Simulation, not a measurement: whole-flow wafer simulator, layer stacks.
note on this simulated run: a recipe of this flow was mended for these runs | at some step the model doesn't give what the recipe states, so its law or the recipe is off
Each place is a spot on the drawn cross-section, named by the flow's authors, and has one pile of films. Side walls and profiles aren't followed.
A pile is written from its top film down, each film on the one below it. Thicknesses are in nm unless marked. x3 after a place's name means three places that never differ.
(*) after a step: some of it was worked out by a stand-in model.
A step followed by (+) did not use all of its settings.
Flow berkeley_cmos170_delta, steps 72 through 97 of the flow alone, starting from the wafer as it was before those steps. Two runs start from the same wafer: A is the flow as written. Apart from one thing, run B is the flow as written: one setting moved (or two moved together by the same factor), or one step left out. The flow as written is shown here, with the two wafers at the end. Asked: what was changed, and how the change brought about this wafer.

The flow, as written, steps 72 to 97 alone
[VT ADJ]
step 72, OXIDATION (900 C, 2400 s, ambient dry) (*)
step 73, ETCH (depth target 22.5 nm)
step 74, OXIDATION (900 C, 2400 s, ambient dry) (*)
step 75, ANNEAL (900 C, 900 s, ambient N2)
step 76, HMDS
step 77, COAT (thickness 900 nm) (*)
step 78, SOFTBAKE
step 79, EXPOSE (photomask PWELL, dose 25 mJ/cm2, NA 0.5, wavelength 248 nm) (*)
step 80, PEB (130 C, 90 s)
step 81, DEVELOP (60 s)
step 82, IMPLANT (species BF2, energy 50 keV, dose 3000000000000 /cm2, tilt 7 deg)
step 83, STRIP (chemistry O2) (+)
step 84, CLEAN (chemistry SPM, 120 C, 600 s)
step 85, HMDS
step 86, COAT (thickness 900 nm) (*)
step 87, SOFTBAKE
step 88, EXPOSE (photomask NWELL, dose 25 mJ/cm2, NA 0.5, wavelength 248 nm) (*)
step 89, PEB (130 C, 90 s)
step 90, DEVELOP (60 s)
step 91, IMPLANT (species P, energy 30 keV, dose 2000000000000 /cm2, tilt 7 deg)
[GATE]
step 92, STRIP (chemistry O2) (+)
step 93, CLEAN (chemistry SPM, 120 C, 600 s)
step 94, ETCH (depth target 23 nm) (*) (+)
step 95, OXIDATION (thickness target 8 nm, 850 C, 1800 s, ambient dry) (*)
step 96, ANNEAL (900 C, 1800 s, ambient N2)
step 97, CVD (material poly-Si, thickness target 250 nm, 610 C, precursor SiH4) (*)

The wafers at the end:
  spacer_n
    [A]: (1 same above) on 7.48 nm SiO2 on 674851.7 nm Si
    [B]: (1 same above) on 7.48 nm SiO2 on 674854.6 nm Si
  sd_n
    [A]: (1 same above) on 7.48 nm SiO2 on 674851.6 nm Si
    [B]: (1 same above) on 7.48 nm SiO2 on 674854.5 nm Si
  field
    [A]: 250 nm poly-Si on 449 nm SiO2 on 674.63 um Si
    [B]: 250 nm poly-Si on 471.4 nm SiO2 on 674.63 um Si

The reason: step 73, ETCH: depth target 22.5 nm, was skipped.

The path from the change to this, step by step:
  step 74, OXIDATION (900 C, 2400 s, ambient dry) (*)
      sd_n, spacer_n, gate, sd_p, spacer_p, gate_p, contact, m1: A +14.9 SiO2 (new film), -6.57 Si | B +8.22 SiO2, -3.62 Si
  step 94, ETCH (depth target 23 nm) (*) (+)
      sd_n, spacer_n, gate, sd_p, spacer_p, gate_p, contact, m1: A -14.9 SiO2 (all of it) | B -23.2 SiO2 (all of it)
